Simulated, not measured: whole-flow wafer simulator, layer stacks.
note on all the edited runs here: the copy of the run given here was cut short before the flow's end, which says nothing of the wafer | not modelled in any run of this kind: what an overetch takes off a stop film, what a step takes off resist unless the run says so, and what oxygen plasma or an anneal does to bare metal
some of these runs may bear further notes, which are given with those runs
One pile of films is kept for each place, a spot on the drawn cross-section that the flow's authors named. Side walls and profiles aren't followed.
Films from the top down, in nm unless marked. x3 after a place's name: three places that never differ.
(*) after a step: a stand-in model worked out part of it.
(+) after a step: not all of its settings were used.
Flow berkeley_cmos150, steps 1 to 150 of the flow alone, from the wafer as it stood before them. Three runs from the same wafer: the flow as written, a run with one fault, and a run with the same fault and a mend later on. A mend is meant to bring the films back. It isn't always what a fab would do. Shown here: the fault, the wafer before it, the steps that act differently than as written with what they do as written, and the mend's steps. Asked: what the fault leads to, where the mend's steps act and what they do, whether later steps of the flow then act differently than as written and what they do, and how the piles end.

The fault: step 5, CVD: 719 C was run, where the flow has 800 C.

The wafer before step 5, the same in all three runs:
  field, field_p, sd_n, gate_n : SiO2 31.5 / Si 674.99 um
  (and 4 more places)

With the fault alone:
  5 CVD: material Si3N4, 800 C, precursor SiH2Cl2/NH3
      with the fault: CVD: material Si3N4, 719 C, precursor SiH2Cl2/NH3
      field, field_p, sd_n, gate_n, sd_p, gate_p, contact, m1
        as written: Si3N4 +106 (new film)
        with the fault: Si3N4 +31.3 (new film)
  Later steps of the flow that act differently than as written (33 more steps differ only slightly, by at most 2% or 0.5 nm, whichever is larger, and aren't shown):
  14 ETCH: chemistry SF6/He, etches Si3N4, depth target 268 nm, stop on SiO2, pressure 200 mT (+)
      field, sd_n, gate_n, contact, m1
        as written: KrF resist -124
        with the fault: KrF resist -42.7
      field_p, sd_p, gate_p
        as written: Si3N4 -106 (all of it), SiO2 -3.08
        with the fault: Si3N4 -31.3 (all of it), SiO2 -3.08
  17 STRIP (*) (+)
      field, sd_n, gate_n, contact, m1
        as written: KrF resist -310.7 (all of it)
        with the fault: KrF resist -392 (all of it)
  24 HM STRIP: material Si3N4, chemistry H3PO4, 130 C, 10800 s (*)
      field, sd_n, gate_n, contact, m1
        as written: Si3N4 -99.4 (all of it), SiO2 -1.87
        with the fault: Si3N4 -24.6 (all of it), SiO2 -2.51
  At the end the piles differ from the flow's only slightly at the places that both follow, by at most 2% or 0.5 nm, whichever is larger.

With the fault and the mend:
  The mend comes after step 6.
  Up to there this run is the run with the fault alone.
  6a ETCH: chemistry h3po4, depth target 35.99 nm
      field, field_p, sd_n, gate_n, sd_p, gate_p, contact, m1
        Si3N4 -31.3 (all of it)
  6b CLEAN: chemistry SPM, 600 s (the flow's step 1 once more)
      changes no film at any place that is followed
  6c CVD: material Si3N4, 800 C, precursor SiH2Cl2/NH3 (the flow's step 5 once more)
      field, field_p, sd_n, gate_n, sd_p, gate_p, contact, m1
        Si3N4 +106 (new film)
  No later step of the flow acts differently than as written at any place that is followed.
  At the end the piles are the same as the flow's at every place that both follow.
